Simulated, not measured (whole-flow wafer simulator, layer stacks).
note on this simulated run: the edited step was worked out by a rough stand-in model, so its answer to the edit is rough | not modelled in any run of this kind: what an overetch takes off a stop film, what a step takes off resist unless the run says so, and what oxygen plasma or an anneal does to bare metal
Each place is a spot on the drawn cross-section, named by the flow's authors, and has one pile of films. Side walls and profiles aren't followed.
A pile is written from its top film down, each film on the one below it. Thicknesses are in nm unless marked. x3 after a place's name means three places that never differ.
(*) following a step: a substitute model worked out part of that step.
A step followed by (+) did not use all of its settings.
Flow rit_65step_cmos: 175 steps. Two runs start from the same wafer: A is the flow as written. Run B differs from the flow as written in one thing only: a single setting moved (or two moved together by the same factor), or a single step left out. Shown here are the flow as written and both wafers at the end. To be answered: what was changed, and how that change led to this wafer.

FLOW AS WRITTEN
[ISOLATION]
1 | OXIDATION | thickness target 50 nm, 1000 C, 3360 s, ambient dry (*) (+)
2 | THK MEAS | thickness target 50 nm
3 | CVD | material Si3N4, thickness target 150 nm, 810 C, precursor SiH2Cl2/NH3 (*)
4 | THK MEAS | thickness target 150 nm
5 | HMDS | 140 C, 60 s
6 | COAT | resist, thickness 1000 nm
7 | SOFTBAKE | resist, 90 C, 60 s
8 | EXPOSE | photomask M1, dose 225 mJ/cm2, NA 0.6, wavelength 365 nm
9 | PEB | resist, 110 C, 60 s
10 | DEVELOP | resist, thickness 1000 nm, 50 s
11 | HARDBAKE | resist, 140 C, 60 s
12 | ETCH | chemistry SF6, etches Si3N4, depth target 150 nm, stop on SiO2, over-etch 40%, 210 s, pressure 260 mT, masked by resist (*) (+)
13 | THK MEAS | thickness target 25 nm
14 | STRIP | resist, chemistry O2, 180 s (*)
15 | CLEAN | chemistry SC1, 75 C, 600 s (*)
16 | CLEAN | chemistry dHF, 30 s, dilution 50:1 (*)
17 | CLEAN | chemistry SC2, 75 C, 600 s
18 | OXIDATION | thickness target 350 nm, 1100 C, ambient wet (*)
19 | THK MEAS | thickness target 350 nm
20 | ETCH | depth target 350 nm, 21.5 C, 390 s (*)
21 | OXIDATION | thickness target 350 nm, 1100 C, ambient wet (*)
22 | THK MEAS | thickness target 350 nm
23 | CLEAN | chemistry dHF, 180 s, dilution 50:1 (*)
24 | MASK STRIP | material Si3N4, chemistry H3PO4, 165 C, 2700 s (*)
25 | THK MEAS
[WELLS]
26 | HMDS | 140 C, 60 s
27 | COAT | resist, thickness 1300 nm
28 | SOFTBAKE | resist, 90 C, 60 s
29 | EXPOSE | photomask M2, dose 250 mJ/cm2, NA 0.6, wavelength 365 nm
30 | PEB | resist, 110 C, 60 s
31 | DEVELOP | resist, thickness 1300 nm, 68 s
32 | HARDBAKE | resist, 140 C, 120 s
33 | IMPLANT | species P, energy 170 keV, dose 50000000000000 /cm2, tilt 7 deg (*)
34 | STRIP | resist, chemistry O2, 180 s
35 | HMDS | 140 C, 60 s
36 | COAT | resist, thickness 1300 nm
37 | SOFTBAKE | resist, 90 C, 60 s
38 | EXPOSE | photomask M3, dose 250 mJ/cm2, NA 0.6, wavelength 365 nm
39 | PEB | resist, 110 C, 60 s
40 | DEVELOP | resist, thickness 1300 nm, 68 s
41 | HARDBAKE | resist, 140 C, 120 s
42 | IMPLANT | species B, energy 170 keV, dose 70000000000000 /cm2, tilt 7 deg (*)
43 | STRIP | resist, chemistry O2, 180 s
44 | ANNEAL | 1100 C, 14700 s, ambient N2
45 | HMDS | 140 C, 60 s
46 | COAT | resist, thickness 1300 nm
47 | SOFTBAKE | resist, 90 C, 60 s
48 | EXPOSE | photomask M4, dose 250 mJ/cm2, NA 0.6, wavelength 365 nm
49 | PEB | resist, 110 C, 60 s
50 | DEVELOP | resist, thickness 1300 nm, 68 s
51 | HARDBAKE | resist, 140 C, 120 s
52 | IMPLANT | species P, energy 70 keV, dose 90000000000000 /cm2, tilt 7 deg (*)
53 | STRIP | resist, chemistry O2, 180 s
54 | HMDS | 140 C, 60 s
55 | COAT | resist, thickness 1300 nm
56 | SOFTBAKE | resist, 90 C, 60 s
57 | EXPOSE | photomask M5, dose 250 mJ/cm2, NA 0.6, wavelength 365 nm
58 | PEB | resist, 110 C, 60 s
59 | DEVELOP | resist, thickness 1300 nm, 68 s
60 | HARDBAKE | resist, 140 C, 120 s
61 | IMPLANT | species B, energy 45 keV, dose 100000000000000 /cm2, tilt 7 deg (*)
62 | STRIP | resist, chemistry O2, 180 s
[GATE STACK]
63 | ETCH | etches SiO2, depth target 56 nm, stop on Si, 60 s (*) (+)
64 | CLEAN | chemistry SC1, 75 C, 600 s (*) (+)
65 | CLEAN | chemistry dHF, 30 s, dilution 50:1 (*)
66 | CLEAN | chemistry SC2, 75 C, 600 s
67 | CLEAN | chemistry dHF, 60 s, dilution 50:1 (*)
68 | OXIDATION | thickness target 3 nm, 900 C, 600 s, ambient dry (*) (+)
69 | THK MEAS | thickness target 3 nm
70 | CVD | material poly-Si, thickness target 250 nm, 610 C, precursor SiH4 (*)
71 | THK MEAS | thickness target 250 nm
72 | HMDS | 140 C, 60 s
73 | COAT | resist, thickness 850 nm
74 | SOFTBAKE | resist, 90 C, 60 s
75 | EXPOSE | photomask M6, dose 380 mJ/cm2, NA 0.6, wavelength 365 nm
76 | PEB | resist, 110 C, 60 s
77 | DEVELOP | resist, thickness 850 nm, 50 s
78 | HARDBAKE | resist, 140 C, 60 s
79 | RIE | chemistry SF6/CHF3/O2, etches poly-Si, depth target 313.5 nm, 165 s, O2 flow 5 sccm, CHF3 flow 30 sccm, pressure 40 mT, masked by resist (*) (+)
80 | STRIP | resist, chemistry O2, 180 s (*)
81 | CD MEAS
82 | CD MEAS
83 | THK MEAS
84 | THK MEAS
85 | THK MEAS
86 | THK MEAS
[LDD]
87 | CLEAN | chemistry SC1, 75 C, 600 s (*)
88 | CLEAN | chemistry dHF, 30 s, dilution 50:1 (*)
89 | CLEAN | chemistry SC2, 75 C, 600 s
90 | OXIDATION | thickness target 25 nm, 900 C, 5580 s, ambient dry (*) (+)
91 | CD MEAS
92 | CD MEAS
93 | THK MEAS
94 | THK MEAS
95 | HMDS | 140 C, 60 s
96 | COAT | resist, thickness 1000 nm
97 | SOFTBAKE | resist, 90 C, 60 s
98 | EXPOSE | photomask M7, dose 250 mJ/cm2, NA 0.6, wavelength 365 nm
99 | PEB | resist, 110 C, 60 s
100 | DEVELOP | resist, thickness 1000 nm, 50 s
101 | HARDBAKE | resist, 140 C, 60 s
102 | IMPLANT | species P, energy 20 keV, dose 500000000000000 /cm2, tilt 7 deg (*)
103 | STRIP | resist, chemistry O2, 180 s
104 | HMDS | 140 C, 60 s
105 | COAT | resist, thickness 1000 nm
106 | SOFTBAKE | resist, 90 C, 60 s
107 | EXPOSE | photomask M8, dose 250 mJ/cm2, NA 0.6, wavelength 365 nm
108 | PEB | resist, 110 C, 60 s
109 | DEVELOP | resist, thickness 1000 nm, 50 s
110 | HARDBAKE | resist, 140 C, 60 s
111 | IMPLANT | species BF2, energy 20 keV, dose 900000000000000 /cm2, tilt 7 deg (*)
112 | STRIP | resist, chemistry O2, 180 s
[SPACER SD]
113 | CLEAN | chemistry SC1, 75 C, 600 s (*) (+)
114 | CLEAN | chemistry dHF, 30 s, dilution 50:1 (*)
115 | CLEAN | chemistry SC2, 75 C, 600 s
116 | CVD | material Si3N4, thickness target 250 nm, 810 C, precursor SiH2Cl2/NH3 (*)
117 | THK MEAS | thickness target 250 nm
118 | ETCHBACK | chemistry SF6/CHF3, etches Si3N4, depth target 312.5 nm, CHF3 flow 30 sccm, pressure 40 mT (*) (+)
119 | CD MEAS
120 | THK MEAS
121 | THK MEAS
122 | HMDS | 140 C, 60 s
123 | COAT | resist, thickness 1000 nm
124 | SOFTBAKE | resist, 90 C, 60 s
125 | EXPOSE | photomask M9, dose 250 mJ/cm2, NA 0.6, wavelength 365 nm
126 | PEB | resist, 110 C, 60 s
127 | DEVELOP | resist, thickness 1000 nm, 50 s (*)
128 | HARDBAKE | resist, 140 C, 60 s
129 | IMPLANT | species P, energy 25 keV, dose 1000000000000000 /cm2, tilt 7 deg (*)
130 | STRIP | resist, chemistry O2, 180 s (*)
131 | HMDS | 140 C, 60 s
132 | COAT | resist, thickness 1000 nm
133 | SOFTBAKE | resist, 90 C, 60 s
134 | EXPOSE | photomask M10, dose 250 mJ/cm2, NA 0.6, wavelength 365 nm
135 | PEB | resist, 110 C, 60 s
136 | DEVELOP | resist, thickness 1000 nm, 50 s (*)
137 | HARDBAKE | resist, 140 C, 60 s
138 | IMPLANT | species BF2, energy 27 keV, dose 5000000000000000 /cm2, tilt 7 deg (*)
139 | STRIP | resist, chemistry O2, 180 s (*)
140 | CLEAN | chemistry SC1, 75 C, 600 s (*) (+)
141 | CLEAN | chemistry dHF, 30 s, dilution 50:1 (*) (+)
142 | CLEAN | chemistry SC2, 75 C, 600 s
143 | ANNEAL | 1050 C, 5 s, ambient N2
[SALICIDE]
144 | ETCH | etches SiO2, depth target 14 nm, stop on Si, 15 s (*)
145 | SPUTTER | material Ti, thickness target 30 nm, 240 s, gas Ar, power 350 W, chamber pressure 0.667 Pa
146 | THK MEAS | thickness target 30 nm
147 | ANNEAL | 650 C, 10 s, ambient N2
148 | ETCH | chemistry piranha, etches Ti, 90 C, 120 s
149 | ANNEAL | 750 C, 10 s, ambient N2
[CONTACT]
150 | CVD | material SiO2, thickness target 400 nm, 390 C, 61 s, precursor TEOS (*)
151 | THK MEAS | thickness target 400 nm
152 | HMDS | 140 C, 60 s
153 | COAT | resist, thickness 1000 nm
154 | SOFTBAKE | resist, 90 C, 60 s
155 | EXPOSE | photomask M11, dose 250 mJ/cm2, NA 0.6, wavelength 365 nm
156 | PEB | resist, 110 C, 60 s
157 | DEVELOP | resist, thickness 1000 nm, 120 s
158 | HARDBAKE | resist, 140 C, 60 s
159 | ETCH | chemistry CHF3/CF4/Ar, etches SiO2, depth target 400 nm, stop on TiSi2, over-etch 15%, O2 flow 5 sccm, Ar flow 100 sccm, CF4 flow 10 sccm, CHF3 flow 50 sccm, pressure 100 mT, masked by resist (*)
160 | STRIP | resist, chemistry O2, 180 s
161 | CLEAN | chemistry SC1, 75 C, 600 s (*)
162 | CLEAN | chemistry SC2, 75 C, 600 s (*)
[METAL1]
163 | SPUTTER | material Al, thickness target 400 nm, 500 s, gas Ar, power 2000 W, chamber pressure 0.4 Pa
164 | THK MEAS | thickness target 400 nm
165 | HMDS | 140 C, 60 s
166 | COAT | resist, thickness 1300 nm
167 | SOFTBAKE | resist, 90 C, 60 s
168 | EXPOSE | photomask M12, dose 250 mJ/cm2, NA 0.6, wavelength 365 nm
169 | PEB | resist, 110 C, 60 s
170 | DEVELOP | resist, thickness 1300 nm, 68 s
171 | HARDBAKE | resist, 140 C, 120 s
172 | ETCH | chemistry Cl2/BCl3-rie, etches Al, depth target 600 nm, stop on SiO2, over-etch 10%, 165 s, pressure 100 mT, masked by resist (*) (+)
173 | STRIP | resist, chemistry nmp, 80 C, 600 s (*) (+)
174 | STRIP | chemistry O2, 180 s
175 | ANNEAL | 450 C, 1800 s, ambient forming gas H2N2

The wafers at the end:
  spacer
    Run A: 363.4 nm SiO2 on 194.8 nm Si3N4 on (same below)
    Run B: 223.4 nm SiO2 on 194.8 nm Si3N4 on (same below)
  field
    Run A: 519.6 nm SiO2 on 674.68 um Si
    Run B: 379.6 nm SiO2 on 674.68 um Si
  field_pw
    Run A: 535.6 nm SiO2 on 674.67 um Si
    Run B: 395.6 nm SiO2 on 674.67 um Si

The reason: step 150, CVD: thickness target 260 nm was run, whereas the flow has thickness target 400 nm.

How this came from the change, step by step:
  150 | CVD | material SiO2, thickness target 400 nm, 390 C, 61 s, precursor TEOS (*)
      field, field_pw, field_nw, field_p: A SiO2 gains 400 | B SiO2 gains 260
      spacer, spacer_p: A SiO2 gains 400 (new film) | B SiO2 gains 260 (new film)
      (also at 2 further places)
  159 | ETCH | chemistry CHF3/CF4/Ar, etches SiO2, depth target 400 nm, stop on TiSi2, over-etch 15%, O2 flow 5 sccm, Ar flow 100 sccm, CF4 flow 10 sccm, CHF3 flow 50 sccm, pressure 100 mT, masked by resist (*)
      field, field_pw, field_nw, field_p, gate_n, gate_p, spacer, spacer_p: A resist loses 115 | B resist loses 74.8
  160 | STRIP | resist, chemistry O2, 180 s
      field: A resist loses 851 (all of it) | B resist loses 889.9 (all of it)
      field_pw: A resist loses 820.1 (all of it) | B resist loses 859.4 (all of it)
      (also at 6 further places)
  163 | SPUTTER | material Al, thickness target 400 nm, 500 s, gas Ar, power 2000 W, chamber pressure 0.4 Pa
      gate_n, gate_p: A Al gains 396 (new film) | B Al gains 381.7 (new film)
  172 | ETCH | chemistry Cl2/BCl3-rie, etches Al, depth target 600 nm, stop on SiO2, over-etch 10%, 165 s, pressure 100 mT, masked by resist (*) (+)
      gate_n, gate_p: A Al loses 396 (all of it), SiO2 loses 33 | B Al loses 381.7 (all of it), SiO2 loses 34.8
